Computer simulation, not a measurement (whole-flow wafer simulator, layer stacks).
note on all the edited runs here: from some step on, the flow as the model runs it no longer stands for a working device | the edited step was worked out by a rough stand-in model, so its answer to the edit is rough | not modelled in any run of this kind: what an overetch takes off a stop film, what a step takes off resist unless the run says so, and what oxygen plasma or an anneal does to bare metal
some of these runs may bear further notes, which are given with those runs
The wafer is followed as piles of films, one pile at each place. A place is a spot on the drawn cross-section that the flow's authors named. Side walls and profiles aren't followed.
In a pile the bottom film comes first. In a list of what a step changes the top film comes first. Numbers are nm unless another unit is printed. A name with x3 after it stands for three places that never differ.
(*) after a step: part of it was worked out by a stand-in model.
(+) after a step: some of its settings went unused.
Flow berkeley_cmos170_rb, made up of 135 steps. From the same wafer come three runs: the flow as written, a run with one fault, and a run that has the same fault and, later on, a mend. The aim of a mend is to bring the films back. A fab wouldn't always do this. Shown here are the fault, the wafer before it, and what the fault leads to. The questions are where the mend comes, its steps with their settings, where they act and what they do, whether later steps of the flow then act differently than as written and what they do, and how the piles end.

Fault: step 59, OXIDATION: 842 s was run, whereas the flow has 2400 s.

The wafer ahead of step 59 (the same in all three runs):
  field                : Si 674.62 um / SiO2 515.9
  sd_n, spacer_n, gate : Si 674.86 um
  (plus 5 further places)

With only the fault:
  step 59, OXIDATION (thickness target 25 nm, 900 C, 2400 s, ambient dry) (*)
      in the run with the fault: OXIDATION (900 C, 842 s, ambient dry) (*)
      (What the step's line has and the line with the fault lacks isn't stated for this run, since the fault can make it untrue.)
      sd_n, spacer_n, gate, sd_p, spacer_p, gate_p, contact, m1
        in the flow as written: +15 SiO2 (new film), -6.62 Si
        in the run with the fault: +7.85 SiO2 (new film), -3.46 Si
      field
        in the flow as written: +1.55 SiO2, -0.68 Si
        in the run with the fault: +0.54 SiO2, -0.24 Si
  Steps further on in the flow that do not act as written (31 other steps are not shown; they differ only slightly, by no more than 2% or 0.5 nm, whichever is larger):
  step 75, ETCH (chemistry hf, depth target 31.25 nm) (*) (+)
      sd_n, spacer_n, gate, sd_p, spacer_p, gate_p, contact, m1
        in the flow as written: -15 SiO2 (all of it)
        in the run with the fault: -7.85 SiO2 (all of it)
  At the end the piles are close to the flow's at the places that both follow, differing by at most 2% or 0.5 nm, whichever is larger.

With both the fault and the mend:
  After step 64 comes the mend.
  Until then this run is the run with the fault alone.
  step 64a, STRIP (*) (+)
      sd_p
        -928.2 KrF resist (all of it)
      spacer_p
        -911.3 KrF resist (all of it)
      gate_p
        -910.4 KrF resist (all of it)
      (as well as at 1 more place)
  step 64b, CLEAN (*) (the flow's step 51, run once more)
      leaves every film unchanged at each place that is followed
  step 64c, OXIDATION (900 C, 1506 s, ambient dry) (*) (the flow's step 59, run once more with other settings)
      sd_n, spacer_n, gate, sd_p, spacer_p, gate_p, contact, m1
        +7.2 SiO2, -3.17 Si
      field
        +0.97 SiO2, -0.43 Si
  step 64d, COAT (KrF resist, thickness 900 nm) (*) (the flow's step 61, run once more)
      field
        +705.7 KrF resist (new film)
      sd_n
        +957.4 KrF resist (new film)
      spacer_n
        +924.9 KrF resist (new film)
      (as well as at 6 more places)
  step 64e, EXPOSE (photomask PWELL) (the flow's step 62, run once more)
      leaves every film unchanged at each place that is followed
  step 64f, PEB (130 C, 60 s) (*) (the flow's step 63, run once more)
      leaves every film unchanged at each place that is followed
  step 64g, DEVELOP (developer developer-D-0.26N, 45 s) (the flow's step 64, run once more)
      sd_p, spacer_p, gate_p, m1
        -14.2 KrF resist
      field
        -705.7 KrF resist (all of it)
      sd_n
        -957.4 KrF resist (all of it)
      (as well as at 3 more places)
  Later steps of the flow that are run all act as written at every place that is followed, up to a difference of at most 2% or 0.5 nm, whichever is larger.
  At the end the piles are close to the flow's at the places that both follow, differing by at most 2% or 0.5 nm, whichever is larger.
